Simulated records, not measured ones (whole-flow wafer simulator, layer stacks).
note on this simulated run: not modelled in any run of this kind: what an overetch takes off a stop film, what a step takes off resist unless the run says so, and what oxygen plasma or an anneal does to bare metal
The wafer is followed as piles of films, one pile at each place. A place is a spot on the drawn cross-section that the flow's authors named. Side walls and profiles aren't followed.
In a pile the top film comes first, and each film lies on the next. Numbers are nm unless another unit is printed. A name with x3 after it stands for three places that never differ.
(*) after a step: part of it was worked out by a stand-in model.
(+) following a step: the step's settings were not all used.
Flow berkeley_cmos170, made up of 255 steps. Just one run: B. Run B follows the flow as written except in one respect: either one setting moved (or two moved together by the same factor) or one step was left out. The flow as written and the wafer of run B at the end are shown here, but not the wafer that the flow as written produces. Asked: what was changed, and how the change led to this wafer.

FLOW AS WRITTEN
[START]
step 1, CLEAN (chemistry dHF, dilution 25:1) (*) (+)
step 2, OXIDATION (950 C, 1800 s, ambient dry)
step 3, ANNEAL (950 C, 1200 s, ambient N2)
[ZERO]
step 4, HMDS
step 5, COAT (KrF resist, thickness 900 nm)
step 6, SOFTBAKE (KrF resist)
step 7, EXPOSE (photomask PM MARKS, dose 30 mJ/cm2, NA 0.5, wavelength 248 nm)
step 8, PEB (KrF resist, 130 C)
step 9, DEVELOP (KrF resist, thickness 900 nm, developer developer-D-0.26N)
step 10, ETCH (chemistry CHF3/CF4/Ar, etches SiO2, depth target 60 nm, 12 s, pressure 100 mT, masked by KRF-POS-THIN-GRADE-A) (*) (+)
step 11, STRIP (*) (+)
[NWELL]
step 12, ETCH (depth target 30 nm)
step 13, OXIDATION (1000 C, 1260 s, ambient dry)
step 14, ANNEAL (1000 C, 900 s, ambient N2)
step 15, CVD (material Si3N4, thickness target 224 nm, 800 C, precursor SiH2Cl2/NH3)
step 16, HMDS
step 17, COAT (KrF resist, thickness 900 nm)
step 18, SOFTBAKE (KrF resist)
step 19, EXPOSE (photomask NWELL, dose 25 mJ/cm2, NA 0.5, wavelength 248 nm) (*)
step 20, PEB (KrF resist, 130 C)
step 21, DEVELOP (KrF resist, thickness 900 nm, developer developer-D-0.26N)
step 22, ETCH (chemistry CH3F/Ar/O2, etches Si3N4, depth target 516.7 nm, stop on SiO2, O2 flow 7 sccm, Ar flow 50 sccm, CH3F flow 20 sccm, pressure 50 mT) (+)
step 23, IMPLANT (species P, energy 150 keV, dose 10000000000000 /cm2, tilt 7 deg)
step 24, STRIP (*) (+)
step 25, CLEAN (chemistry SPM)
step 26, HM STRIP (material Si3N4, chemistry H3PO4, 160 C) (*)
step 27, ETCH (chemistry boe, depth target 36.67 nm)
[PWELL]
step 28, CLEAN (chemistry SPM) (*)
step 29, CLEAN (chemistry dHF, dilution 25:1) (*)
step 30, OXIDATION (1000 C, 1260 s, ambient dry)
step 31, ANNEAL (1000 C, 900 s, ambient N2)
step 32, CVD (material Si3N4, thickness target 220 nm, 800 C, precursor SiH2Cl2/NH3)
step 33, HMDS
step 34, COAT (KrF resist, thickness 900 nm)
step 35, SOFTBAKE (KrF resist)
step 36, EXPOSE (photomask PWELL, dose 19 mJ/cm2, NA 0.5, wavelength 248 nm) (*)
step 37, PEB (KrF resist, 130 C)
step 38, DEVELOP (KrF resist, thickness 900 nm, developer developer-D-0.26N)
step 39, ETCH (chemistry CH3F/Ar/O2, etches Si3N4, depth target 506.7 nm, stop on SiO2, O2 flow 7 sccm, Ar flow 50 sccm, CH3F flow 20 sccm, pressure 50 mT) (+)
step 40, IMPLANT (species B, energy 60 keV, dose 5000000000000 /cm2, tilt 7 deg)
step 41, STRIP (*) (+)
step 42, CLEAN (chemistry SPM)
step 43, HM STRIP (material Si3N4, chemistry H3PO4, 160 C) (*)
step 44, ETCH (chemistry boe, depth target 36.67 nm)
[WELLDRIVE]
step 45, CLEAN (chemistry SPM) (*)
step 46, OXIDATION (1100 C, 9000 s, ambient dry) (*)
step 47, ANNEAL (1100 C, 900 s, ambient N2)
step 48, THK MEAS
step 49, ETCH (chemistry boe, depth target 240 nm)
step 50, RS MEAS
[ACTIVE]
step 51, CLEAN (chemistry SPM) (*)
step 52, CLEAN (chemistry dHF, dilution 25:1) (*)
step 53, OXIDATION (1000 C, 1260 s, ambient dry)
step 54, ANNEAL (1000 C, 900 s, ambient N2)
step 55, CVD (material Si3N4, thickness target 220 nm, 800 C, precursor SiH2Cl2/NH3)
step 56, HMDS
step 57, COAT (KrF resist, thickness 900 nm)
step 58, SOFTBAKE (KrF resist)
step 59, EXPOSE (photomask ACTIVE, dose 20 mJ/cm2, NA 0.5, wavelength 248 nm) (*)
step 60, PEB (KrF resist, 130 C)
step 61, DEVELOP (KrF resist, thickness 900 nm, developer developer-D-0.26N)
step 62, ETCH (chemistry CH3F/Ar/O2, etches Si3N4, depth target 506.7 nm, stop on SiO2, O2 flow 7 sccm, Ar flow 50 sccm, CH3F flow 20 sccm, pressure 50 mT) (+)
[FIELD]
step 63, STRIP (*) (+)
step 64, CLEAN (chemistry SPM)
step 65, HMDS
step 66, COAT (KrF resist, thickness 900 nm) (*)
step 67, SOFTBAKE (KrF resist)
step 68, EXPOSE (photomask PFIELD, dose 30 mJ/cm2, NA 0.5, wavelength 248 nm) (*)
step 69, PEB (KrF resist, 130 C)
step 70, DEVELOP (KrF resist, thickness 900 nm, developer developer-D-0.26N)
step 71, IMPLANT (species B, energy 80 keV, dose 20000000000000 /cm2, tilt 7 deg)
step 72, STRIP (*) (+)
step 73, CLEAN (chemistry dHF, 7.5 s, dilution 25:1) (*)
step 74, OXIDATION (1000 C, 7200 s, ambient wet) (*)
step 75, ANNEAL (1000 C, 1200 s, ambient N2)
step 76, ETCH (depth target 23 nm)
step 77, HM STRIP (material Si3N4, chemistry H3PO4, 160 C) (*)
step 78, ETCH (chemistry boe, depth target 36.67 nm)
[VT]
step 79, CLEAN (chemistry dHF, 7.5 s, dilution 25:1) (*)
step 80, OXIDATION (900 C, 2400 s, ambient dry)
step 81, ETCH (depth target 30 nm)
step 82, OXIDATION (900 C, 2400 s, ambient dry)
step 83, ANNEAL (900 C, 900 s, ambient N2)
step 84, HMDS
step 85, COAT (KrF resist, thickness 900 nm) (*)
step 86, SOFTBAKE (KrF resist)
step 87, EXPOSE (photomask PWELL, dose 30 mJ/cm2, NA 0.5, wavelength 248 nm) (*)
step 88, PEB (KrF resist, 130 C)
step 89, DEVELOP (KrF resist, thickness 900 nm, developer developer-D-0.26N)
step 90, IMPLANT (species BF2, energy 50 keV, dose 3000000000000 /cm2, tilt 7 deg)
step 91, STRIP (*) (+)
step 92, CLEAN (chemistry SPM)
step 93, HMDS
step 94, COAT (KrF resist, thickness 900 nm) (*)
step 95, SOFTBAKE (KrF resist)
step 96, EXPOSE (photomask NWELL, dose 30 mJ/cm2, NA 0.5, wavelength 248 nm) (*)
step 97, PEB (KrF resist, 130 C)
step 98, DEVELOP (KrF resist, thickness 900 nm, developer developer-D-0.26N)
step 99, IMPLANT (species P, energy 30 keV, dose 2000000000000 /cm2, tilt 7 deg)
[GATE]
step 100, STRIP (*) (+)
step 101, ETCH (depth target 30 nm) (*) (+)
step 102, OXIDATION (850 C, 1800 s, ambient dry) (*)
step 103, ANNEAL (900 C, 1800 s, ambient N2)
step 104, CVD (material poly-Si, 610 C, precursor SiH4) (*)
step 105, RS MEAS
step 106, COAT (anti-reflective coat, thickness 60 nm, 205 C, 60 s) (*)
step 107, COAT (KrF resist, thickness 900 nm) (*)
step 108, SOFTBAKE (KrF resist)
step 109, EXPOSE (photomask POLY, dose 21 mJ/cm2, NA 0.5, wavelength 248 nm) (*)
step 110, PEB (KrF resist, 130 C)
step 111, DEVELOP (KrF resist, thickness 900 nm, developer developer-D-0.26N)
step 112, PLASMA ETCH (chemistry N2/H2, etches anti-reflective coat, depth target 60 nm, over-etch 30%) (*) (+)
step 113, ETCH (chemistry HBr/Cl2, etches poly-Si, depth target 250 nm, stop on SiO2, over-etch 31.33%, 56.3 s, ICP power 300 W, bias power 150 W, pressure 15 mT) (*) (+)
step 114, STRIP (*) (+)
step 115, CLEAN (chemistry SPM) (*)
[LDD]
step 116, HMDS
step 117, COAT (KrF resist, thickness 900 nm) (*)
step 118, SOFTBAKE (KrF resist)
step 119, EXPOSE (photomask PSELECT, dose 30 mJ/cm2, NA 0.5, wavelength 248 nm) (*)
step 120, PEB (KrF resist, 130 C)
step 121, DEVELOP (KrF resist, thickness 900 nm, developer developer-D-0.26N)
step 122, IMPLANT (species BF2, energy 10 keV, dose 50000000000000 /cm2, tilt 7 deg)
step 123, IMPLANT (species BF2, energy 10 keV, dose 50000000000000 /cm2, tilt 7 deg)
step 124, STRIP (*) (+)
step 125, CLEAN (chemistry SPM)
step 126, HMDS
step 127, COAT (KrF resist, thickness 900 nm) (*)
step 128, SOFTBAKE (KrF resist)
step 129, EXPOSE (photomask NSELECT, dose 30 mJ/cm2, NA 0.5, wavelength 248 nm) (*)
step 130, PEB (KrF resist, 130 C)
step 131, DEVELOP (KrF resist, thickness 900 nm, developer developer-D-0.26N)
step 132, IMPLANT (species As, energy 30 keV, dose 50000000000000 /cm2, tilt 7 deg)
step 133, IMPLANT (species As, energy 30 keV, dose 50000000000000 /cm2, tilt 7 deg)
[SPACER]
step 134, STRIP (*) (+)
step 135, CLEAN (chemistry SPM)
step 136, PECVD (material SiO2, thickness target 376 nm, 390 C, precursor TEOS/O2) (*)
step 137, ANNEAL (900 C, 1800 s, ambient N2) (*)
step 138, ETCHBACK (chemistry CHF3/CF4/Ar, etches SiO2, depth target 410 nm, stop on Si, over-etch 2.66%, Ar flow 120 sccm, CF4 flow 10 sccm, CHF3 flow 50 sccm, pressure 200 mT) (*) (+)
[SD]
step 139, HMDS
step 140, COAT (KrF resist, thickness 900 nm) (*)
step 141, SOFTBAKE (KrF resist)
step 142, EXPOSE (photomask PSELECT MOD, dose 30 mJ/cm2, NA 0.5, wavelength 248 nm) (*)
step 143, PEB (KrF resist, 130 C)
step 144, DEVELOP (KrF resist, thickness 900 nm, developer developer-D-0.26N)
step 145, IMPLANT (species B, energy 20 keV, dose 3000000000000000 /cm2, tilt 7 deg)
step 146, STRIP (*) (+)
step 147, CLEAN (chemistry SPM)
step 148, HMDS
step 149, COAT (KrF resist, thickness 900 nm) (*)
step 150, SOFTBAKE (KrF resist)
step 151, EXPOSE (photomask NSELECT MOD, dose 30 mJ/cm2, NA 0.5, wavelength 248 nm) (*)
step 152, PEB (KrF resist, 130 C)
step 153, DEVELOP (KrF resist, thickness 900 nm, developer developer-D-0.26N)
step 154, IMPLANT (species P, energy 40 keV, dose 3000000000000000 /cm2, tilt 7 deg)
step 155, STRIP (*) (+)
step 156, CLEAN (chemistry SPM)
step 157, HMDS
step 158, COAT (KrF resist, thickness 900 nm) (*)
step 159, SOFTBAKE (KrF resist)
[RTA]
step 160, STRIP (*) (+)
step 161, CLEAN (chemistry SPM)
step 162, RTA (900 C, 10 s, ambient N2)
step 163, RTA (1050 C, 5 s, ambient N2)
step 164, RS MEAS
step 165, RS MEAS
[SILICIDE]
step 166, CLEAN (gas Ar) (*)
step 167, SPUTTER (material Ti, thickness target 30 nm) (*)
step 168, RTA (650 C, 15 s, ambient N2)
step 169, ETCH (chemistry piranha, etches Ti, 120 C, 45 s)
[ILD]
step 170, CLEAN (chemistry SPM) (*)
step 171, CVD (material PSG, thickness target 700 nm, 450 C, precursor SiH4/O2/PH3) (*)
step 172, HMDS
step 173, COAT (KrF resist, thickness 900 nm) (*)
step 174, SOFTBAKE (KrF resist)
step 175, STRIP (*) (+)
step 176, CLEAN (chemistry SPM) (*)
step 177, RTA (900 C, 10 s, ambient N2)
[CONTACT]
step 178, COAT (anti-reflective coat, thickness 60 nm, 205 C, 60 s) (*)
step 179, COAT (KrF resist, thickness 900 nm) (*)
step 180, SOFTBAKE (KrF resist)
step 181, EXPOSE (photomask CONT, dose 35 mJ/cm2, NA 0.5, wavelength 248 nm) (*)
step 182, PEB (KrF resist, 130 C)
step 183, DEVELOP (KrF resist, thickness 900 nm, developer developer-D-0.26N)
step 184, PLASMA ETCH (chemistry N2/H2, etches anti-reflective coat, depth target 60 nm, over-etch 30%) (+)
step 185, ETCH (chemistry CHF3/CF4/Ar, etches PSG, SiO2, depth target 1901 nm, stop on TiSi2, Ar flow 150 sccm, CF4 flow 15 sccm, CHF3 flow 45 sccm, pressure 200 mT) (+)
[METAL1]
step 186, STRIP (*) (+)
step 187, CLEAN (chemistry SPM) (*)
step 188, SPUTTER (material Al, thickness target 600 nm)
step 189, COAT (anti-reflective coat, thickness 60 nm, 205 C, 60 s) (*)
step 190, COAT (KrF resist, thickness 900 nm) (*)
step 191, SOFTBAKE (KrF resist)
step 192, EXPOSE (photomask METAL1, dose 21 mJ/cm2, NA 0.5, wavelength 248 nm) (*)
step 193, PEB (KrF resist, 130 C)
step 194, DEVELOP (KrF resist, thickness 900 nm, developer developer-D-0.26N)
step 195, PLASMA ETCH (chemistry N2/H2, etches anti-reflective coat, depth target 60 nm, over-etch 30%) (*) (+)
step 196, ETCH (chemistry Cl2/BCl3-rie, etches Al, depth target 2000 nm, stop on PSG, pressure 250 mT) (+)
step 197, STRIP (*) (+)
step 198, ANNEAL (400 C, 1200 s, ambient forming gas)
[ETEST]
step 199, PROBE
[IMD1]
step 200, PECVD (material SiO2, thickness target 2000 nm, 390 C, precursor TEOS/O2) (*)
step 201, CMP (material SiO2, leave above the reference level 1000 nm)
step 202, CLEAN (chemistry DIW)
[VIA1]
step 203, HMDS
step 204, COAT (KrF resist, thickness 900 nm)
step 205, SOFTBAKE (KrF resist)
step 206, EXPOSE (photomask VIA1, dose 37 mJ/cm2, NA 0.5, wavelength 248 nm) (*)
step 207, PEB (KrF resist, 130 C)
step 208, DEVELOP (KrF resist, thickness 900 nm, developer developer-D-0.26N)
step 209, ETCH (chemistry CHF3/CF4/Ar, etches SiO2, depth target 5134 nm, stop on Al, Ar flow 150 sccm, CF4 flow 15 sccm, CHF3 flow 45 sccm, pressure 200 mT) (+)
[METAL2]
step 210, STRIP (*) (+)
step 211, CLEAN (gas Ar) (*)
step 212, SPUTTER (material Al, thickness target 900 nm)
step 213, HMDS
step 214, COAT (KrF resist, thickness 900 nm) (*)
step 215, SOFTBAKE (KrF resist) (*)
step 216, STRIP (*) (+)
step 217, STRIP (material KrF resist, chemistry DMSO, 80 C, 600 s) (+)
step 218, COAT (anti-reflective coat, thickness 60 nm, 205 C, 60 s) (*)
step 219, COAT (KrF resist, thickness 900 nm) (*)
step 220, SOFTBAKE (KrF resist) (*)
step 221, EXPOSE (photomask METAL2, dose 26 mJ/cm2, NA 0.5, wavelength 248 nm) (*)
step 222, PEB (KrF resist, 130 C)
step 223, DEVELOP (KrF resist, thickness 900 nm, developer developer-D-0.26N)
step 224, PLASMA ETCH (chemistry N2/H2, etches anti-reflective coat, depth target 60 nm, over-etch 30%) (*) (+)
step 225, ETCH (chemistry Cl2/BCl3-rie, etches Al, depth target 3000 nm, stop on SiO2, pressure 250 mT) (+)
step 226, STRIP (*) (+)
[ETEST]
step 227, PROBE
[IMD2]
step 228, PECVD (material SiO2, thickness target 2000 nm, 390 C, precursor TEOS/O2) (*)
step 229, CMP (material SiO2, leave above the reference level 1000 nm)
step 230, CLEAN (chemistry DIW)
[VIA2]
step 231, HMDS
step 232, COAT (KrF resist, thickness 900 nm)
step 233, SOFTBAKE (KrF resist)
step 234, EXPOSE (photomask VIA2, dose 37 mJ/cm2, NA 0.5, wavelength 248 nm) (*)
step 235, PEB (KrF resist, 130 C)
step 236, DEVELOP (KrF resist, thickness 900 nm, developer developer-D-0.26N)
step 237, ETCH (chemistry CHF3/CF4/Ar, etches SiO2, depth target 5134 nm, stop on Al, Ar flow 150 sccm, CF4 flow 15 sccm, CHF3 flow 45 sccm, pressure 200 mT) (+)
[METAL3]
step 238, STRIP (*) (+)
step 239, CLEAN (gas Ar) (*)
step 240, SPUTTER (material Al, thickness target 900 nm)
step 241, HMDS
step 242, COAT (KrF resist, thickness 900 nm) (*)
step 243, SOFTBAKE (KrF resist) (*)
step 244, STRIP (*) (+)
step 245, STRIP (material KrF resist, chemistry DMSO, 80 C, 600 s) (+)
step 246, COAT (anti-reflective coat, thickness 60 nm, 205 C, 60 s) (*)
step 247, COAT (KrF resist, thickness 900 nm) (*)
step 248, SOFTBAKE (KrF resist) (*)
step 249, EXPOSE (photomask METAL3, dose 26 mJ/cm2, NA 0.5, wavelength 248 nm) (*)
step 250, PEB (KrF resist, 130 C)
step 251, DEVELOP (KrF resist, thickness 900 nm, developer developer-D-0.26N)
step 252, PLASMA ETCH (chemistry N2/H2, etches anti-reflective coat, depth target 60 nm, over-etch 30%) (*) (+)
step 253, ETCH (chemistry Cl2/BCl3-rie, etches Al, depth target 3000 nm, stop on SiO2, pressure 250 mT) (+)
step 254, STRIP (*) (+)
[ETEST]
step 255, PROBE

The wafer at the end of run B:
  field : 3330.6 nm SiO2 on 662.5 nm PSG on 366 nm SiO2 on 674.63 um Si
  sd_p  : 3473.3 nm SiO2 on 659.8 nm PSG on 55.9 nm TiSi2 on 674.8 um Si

Cause: step 78, ETCH: depth target 51.33 nm was run, though the flow has depth target 36.67 nm.

The path from the change to this, step by step:
  step 78, ETCH (chemistry boe, depth target 36.67 nm)
      field: -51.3 SiO2 (as written it would have been: -36.7 SiO2)
  step 106, COAT (anti-reflective coat, thickness 60 nm, 205 C, 60 s) (*)
      sd_n: +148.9 anti-reflective coat (new film) (as written it would have been: +158.6 anti-reflective coat (new film))
      spacer_n: +35 anti-reflective coat (new film) (as written it would have been: +31.5 anti-reflective coat (new film))
      (and at 5 other places as well)
  step 112, PLASMA ETCH (chemistry N2/H2, etches anti-reflective coat, depth target 60 nm, over-etch 30%) (*) (+)
      sd_n: -148.9 anti-reflective coat (all of it), -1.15 poly-Si (as written it would have been: -158.6 anti-reflective coat (all of it), -1.22 poly-Si)
      spacer_n: -35 anti-reflective coat (all of it), -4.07 poly-Si (as written it would have been: -31.5 anti-reflective coat (all of it), -4.48 poly-Si)
      (and at 3 other places as well)
  step 114, STRIP (*) (+)
      gate_n: +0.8 chemical SiO2 (new film), -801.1 KrF resist (all of it), -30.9 anti-reflective coat (all of it), -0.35 poly-Si (as written it would have been: +0.8 chemical SiO2 (new film), -812.6 KrF resist (all of it), -27.3 anti-reflective coat (all of it), -0.35 poly-Si)
      gate_p: +0.8 chemical SiO2 (new film), -774.6 KrF resist (all of it), -32.2 anti-reflective coat (all of it), -0.35 poly-Si (as written it would have been: +0.8 chemical SiO2 (new film), -782.1 KrF resist (all of it), -29.6 anti-reflective coat (all of it), -0.35 poly-Si)
  step 178, COAT (anti-reflective coat, thickness 60 nm, 205 C, 60 s) (*)
      sd_n: +127.8 anti-reflective coat (new film) (as written it would have been: +135.1 anti-reflective coat (new film))
      gate_n: +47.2 anti-reflective coat (new film) (as written it would have been: +48.3 anti-reflective coat (new film))
      (and at 2 other places as well)
  step 186, STRIP (*) (+)
      sd_n: -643 KrF resist (all of it), -127.8 anti-reflective coat (all of it) (as written it would have been: -643.8 KrF resist (all of it), -135.1 anti-reflective coat (all of it))
      gate_n: -546.4 KrF resist (all of it), -47.2 anti-reflective coat (all of it) (as written it would have been: -553.1 KrF resist (all of it), -48.3 anti-reflective coat (all of it))
      (and at 2 other places as well)
  step 189, COAT (anti-reflective coat, thickness 60 nm, 205 C, 60 s) (*)
      m2: +63.1 anti-reflective coat (new film) (as written it would have been: +61.1 anti-reflective coat (new film))
  step 197, STRIP (*) (+)
      m2: -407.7 KrF resist (all of it), -63.1 anti-reflective coat (all of it) (as written it would have been: -412.9 KrF resist (all of it), -61.1 anti-reflective coat (all of it))
  step 201, CMP (material SiO2, leave above the reference level 1000 nm)
      field: -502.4 SiO2 (as written it would have been: -517 SiO2)
